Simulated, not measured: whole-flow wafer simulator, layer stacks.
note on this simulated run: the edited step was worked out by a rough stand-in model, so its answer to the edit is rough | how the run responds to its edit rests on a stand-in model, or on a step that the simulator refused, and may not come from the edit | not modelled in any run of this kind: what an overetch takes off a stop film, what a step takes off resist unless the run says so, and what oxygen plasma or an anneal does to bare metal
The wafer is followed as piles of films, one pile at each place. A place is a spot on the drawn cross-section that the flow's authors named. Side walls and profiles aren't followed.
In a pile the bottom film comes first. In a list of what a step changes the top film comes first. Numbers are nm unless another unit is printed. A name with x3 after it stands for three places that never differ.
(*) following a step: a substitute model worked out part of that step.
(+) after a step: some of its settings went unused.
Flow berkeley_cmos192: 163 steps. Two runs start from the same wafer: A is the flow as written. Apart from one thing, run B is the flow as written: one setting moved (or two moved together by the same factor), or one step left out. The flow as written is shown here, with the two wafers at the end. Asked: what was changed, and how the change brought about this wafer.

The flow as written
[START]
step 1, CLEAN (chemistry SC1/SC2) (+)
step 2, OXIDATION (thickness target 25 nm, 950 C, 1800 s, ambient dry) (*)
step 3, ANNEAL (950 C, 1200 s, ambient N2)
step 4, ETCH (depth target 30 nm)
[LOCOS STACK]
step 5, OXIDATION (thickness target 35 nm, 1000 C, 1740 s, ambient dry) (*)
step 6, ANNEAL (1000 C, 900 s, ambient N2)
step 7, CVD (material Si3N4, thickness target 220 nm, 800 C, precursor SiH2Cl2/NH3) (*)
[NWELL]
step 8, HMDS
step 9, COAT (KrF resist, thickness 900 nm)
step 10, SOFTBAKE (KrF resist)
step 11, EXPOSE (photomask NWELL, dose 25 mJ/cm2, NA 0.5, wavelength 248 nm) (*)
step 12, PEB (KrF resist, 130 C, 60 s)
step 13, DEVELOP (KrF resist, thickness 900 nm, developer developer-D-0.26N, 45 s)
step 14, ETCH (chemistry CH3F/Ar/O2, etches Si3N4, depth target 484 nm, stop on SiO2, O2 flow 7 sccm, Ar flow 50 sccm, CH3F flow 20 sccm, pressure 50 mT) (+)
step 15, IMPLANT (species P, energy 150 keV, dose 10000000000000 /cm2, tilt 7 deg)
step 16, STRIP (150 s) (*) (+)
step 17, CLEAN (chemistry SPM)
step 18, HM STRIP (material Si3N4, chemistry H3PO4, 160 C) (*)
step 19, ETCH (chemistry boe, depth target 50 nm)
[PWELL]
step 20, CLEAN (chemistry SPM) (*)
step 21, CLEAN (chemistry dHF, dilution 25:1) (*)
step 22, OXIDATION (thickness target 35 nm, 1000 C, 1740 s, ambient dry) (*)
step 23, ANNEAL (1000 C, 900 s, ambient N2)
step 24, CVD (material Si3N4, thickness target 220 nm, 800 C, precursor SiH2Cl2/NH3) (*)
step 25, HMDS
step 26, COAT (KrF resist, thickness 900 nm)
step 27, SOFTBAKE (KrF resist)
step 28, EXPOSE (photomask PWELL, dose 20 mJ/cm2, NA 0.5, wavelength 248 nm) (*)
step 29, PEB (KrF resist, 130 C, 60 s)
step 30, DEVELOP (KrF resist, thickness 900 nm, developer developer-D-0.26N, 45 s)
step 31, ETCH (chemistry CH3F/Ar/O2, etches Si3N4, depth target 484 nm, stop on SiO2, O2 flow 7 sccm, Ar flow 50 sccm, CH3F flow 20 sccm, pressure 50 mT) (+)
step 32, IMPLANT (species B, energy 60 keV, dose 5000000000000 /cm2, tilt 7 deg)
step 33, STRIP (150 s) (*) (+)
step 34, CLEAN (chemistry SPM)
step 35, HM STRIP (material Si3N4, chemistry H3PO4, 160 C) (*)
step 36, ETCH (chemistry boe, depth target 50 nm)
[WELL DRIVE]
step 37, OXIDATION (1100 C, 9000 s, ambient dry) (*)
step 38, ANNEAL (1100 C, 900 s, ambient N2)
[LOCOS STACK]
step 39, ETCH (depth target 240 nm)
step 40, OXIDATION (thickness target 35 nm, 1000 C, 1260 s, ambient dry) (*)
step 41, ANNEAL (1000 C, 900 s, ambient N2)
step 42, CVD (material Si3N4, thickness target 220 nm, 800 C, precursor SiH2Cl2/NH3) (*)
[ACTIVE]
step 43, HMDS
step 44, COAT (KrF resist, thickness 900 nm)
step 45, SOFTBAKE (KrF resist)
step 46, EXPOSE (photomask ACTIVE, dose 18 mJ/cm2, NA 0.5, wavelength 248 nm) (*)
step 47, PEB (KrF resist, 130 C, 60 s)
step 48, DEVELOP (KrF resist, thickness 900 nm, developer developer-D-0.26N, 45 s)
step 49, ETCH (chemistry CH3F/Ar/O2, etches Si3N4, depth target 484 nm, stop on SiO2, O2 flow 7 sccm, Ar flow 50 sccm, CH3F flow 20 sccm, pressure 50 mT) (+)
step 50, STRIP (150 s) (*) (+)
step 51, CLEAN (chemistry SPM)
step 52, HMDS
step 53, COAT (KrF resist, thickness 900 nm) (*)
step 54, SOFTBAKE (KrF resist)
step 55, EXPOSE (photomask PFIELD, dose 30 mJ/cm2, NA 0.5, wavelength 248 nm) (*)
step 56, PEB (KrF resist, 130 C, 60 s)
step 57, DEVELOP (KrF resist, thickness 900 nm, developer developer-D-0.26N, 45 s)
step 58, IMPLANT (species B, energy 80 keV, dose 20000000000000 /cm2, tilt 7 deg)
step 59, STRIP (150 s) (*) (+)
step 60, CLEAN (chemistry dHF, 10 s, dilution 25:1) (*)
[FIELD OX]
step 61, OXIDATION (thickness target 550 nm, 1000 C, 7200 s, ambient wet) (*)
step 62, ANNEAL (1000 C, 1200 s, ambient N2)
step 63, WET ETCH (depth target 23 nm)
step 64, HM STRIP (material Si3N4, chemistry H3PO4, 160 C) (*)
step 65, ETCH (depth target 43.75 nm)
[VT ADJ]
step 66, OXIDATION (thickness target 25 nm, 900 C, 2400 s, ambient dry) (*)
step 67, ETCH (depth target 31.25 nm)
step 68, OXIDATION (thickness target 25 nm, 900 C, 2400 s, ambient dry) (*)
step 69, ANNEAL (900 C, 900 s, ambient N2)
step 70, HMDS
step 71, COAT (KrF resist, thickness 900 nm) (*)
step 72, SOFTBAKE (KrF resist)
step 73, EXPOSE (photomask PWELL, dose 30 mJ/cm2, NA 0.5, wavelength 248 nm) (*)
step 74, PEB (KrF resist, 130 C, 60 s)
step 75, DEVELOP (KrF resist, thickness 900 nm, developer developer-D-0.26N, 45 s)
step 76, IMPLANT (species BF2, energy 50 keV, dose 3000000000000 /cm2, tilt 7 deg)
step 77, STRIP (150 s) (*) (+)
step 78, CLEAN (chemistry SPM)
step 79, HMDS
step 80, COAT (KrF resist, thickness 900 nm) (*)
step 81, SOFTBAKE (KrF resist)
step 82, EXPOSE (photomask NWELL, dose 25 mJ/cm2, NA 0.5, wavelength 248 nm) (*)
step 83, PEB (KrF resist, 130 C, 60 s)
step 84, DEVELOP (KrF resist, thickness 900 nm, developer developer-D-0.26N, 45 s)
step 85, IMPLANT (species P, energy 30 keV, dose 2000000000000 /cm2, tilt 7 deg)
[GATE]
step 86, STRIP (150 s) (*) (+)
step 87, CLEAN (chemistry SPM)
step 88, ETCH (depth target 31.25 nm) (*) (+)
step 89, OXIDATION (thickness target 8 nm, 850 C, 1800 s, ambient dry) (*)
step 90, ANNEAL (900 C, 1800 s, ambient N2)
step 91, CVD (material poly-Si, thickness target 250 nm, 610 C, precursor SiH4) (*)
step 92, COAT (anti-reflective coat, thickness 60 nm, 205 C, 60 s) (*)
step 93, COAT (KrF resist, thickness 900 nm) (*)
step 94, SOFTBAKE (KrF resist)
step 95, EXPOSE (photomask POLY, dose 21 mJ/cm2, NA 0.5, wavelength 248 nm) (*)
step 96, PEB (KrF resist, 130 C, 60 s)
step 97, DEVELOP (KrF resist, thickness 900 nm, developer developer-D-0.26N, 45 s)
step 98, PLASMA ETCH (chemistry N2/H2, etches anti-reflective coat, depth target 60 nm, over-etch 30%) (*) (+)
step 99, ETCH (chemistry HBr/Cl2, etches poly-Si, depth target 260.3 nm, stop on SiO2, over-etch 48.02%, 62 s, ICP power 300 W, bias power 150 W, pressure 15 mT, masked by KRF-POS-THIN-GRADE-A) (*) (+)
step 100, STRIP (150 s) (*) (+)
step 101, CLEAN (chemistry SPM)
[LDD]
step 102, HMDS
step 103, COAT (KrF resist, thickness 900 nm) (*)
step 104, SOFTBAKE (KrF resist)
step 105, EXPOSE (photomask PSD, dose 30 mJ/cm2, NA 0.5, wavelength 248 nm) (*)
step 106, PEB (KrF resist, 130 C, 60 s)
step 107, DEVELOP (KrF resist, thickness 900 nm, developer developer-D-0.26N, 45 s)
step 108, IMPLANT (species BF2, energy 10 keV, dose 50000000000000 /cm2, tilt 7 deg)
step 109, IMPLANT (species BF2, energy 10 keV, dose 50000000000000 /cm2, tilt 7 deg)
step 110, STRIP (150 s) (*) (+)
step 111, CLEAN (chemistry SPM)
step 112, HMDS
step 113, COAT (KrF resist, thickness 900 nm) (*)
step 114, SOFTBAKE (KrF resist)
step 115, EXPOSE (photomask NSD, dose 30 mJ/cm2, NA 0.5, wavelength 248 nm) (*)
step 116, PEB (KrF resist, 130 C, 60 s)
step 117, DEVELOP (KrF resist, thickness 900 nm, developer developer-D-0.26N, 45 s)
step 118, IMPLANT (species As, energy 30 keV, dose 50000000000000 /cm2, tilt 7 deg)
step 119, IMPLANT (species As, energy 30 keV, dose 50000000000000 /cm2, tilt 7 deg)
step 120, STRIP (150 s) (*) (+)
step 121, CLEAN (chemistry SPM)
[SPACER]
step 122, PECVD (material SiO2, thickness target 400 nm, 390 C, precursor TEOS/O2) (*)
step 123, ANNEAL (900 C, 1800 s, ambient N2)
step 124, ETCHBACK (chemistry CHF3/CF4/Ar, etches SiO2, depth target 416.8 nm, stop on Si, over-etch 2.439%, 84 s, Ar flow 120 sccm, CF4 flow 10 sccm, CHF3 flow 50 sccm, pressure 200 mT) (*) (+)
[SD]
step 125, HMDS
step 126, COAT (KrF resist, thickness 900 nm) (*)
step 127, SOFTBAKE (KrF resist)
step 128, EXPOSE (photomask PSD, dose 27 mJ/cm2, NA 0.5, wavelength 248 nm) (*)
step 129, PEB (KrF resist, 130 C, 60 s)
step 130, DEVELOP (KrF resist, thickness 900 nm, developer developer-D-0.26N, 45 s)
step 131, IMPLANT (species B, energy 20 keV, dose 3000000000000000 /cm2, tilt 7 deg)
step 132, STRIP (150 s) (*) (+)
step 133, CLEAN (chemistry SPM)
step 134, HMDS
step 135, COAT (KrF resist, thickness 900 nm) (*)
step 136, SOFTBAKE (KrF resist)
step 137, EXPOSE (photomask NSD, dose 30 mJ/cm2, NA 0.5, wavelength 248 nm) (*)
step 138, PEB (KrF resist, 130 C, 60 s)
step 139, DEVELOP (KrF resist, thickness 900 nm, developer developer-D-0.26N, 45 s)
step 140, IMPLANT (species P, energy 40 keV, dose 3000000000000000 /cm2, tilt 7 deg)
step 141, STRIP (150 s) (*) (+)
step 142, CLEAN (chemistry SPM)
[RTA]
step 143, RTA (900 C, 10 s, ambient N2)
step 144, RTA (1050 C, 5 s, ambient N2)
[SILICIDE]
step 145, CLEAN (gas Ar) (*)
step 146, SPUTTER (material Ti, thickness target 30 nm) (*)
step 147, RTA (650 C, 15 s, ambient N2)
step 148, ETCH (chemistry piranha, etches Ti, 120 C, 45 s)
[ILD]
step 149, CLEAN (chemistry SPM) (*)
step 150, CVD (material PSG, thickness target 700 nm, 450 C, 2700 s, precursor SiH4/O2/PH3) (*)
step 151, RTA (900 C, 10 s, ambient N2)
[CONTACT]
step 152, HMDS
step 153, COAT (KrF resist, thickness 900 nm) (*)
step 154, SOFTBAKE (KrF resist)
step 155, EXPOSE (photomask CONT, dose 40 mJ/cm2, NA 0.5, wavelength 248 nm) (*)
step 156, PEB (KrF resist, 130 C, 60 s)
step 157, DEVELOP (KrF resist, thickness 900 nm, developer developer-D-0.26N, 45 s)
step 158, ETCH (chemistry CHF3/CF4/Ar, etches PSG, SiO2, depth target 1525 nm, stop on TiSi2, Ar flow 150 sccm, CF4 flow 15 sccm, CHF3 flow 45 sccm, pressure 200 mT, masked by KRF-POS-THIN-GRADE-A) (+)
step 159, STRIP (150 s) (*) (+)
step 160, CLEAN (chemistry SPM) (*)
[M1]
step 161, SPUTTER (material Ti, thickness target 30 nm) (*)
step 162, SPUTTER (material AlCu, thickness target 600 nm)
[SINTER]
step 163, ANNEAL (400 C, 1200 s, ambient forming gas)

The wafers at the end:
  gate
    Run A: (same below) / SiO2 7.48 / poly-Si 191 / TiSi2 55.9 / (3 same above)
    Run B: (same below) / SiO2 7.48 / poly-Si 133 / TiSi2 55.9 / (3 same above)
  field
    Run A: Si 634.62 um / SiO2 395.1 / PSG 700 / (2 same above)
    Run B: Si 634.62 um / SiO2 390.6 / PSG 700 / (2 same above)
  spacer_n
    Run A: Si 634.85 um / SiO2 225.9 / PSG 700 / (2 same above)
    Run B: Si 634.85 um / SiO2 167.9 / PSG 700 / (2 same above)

Cause: step 91, CVD: thickness target 192 nm was run, though the flow has thickness target 250 nm.

Step by step, how the change led to this:
  step 91, CVD (material poly-Si, thickness target 250 nm, 610 C, precursor SiH4) (*)
      field, sd_n, spacer_n and 6 more: A poly-Si gains 250 (new film) | B poly-Si gains 192 (new film)
  step 99, ETCH (chemistry HBr/Cl2, etches poly-Si, depth target 260.3 nm, stop on SiO2, over-etch 48.02%, 62 s, ICP power 300 W, bias power 150 W, pressure 15 mT, masked by KRF-POS-THIN-GRADE-A) (*) (+)
      spacer_n, spacer_p: A poly-Si loses 245.8 (all of it), SiO2 loses 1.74 | B poly-Si loses 187.7 (all of it), SiO2 loses 6.21
      field: A poly-Si loses 245.8 (all of it), SiO2 loses 1.74 | B poly-Si loses 187.8 (all of it), SiO2 loses 6.2
      (as well as at 4 more places)
  step 103, COAT (KrF resist, thickness 900 nm) (*)
      gate: A KrF resist gains 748 (new film) | B KrF resist gains 794.5 (new film)
      gate_p: A KrF resist gains 744.1 (new film) | B KrF resist gains 790.5 (new film)
  step 107, DEVELOP (KrF resist, thickness 900 nm, developer developer-D-0.26N, 45 s)
      gate_p: A KrF resist loses 742.9 (all of it) | B KrF resist loses 789.3 (all of it)
  step 110, STRIP (150 s) (*) (+)
      gate: A KrF resist loses 732.7 (all of it), chemical SiO2 gains 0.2, poly-Si loses 0.09 | B KrF resist loses 779 (all of it), chemical SiO2 gains 0.2, poly-Si loses 0.09
  step 113, COAT (KrF resist, thickness 900 nm) (*)
      gate: A KrF resist gains 747.9 (new film) | B KrF resist gains 794.4 (new film)
      gate_p: A KrF resist gains 743.9 (new film) | B KrF resist gains 790.3 (new film)
  step 117, DEVELOP (KrF resist, thickness 900 nm, developer developer-D-0.26N, 45 s)
      gate: A KrF resist loses 746.8 (all of it) | B KrF resist loses 793.1 (all of it)
  step 120, STRIP (150 s) (*) (+)
      gate_p: A KrF resist loses 728.6 (all of it), chemical SiO2 gains 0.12, poly-Si loses 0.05 | B KrF resist loses 774.9 (all of it), chemical SiO2 gains 0.12, poly-Si loses 0.05
  step 124, ETCHBACK (chemistry CHF3/CF4/Ar, etches SiO2, depth target 416.8 nm, stop on Si, over-etch 2.439%, 84 s, Ar flow 120 sccm, CF4 flow 10 sccm, CHF3 flow 50 sccm, pressure 200 mT) (*) (+)
      spacer_n: A SiO2 loses 160 | B SiO2 loses 212.3
      spacer_p: A SiO2 loses 159.9 | B SiO2 loses 213.5
  step 126, COAT (KrF resist, thickness 900 nm) (*)
      spacer_n: A KrF resist gains 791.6 (new film) | B KrF resist gains 836 (new film)
      gate: A KrF resist gains 771.5 (new film) | B KrF resist gains 814.7 (new film)
      (as well as at 2 more places)
  step 130, DEVELOP (KrF resist, thickness 900 nm, developer developer-D-0.26N, 45 s)
      spacer_p: A KrF resist loses 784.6 (all of it) | B KrF resist loses 826.4 (all of it)
      gate_p: A KrF resist loses 764.3 (all of it) | B KrF resist loses 805.1 (all of it)
  step 132, STRIP (150 s) (*) (+)
      spacer_n: A KrF resist loses 776.1 (all of it) | B KrF resist loses 820.4 (all of it)
      gate: A chemical SiO2 gains 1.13 (new film), KrF resist loses 756.1 (all of it), poly-Si loses 0.5 | B chemical SiO2 gains 1.13 (new film), KrF resist loses 799.2 (all of it), poly-Si loses 0.5
  step 135, COAT (KrF resist, thickness 900 nm) (*)
      spacer_n: A KrF resist gains 791.1 (new film) | B KrF resist gains 836.1 (new film)
      gate: A KrF resist gains 770.3 (new film) | B KrF resist gains 814.2 (new film)
      (as well as at 2 more places)
  step 139, DEVELOP (KrF resist, thickness 900 nm, developer developer-D-0.26N, 45 s)
      spacer_n: A KrF resist loses 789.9 (all of it) | B KrF resist loses 834.8 (all of it)
      gate: A KrF resist loses 769.1 (all of it) | B KrF resist loses 812.9 (all of it)
  step 141, STRIP (150 s) (*) (+)
      spacer_p: A KrF resist loses 770.2 (all of it) | B KrF resist loses 813 (all of it)
      gate_p: A KrF resist loses 749.1 (all of it), chemical SiO2 gains 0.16 | B KrF resist loses 791 (all of it), chemical SiO2 gains 0.16
  step 153, COAT (KrF resist, thickness 900 nm) (*)
      spacer_n: A KrF resist gains 829.8 (new film) | B KrF resist gains 860.8 (new film)
      gate: A KrF resist gains 809.7 (new film) | B KrF resist gains 837.5 (new film)
      (as well as at 2 more places)
  step 159, STRIP (150 s) (*) (+)
      spacer_n: A KrF resist loses 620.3 (all of it) | B KrF resist loses 651.2 (all of it)
      gate: A KrF resist loses 600.1 (all of it) | B KrF resist loses 628 (all of it)
      (as well as at 3 more places)
